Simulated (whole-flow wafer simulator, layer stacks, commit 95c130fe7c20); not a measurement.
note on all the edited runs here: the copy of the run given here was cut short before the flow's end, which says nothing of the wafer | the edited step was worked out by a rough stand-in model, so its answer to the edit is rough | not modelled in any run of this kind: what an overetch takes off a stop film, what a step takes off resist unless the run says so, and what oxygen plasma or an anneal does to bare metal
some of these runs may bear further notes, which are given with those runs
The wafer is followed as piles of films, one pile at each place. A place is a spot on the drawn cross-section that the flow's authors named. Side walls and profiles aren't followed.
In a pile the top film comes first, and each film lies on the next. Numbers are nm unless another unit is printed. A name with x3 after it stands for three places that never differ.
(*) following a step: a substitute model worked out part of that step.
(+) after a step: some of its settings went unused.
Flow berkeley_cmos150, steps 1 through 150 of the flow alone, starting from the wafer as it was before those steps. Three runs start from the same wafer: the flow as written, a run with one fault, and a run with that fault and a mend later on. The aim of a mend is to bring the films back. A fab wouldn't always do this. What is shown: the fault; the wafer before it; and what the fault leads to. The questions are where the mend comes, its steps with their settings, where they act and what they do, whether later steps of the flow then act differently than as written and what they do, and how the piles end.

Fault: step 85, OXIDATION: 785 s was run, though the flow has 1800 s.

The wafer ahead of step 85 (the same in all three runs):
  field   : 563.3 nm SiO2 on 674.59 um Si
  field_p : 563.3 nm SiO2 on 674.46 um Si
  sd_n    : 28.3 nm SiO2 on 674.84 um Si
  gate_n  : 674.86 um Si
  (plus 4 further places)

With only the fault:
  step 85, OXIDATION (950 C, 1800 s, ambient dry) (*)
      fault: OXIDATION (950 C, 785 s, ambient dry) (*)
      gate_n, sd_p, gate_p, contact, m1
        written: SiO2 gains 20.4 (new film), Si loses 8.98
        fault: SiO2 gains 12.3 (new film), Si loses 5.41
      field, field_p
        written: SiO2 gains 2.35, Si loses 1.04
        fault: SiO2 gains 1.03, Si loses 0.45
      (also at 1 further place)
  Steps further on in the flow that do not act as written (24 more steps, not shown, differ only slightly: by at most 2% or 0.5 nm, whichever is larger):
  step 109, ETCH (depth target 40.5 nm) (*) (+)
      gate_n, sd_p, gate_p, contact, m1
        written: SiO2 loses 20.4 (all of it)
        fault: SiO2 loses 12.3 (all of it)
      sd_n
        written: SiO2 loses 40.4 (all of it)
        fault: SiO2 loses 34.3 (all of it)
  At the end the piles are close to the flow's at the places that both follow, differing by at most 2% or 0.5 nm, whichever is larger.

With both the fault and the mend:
  The mend follows step 87.
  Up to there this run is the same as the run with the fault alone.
  step 87a, OXIDATION (950 C, 905 s, ambient dry) (*) (a further turn of the flow's step 85, with different settings)
      gate_n, sd_p, gate_p, contact, m1
        SiO2 gains 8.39, Si loses 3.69
      field, field_p
        SiO2 gains 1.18, Si loses 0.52
      sd_n
        SiO2 gains 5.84, Si loses 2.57
  None of the later steps of the flow differs from how it acts as written, at any place that is followed, by more than 2% or 0.5 nm, whichever is larger.
  At the end the piles are close to the flow's at the places that both follow, differing by at most 2% or 0.5 nm, whichever is larger.
